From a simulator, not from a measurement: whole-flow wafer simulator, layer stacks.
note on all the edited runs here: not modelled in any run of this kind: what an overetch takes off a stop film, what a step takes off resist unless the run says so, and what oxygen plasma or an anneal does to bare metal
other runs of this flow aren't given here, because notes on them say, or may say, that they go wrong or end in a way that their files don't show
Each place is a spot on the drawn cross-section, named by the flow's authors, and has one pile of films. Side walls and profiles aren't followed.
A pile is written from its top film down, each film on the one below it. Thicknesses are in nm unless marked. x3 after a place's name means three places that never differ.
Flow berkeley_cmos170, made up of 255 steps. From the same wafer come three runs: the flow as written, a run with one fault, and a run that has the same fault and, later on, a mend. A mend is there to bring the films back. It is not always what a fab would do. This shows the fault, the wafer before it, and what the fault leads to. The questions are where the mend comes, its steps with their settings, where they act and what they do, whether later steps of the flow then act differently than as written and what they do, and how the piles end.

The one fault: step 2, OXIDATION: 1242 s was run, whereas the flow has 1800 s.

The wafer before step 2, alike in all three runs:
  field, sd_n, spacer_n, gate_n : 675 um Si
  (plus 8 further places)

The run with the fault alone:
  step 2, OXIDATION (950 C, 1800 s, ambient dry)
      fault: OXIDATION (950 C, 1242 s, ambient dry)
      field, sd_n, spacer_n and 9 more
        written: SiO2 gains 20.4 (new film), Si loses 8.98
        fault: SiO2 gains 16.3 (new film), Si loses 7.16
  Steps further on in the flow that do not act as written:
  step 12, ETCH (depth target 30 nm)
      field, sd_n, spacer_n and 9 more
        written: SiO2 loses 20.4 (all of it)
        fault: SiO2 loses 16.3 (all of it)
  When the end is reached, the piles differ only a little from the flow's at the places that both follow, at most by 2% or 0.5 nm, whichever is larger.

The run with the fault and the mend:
  The mend stands after step 3.
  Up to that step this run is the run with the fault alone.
  step 3a, OXIDATION (950 C, 500 s, ambient dry) (the flow's step 2, run once more with other settings)
      field, sd_n, spacer_n and 9 more
        SiO2 gains 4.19, Si loses 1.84
  None of the later steps of the flow differs from how it acts as written, at any place that is followed, by more than 2% or 0.5 nm, whichever is larger.
  At every place that both follow, the piles at the end match the flow's.
